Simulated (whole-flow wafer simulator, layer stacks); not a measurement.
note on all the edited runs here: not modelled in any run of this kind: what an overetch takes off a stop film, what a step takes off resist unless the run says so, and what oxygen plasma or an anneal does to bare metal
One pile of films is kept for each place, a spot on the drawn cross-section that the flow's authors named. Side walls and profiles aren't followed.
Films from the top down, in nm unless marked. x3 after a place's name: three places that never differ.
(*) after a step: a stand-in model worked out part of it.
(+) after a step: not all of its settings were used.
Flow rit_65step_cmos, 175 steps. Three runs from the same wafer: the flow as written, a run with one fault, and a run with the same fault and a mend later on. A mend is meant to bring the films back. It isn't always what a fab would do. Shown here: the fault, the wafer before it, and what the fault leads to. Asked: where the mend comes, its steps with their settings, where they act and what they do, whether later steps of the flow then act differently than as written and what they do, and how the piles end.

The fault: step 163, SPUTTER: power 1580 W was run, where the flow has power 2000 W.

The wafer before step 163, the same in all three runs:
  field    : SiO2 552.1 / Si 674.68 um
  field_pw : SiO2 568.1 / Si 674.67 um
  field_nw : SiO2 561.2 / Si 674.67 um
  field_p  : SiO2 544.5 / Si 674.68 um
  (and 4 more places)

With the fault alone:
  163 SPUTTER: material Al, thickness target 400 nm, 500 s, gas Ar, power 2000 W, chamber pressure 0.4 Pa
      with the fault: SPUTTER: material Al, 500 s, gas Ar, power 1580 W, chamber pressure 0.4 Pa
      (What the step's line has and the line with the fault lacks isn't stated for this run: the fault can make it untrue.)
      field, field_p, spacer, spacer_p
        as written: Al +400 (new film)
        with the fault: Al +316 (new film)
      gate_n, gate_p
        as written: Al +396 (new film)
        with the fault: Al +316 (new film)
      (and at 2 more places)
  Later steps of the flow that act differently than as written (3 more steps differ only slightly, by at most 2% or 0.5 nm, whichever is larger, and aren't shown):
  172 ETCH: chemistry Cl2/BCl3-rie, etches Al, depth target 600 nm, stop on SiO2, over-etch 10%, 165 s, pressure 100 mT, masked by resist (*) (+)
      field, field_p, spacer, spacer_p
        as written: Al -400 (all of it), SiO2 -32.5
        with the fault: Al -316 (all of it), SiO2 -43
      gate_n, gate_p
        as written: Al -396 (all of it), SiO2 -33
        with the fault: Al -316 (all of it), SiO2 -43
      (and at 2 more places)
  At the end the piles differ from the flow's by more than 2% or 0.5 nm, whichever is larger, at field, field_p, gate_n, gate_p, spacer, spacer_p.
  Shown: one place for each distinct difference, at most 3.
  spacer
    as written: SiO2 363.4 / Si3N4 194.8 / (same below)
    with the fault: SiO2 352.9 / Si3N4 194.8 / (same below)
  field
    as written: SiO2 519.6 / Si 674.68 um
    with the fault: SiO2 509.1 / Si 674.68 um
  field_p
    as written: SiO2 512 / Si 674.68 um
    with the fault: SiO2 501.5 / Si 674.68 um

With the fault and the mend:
  The mend comes after step 164.
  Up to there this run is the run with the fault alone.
  164a ETCH: chemistry al pan, depth target 364.3 nm
      field, field_p, gate_n, gate_p, spacer, spacer_p
        Al -316 (all of it)
      field_pw
        Al -315.6 (all of it)
      field_nw
        Al -315.7 (all of it)
  164b SPUTTER: material Al, thickness target 400 nm, 500 s, gas Ar, power 2000 W, chamber pressure 0.4 Pa (the flow's step 163 once more)
      field, field_pw, field_p, spacer, spacer_p
        Al +400 (new film)
      gate_n, gate_p
        Al +396 (new film)
      field_nw
        Al +397.2 (new film)
  No later step of the flow acts differently than as written at any place that is followed.
  At the end the piles are the same as the flow's at every place that both follow.
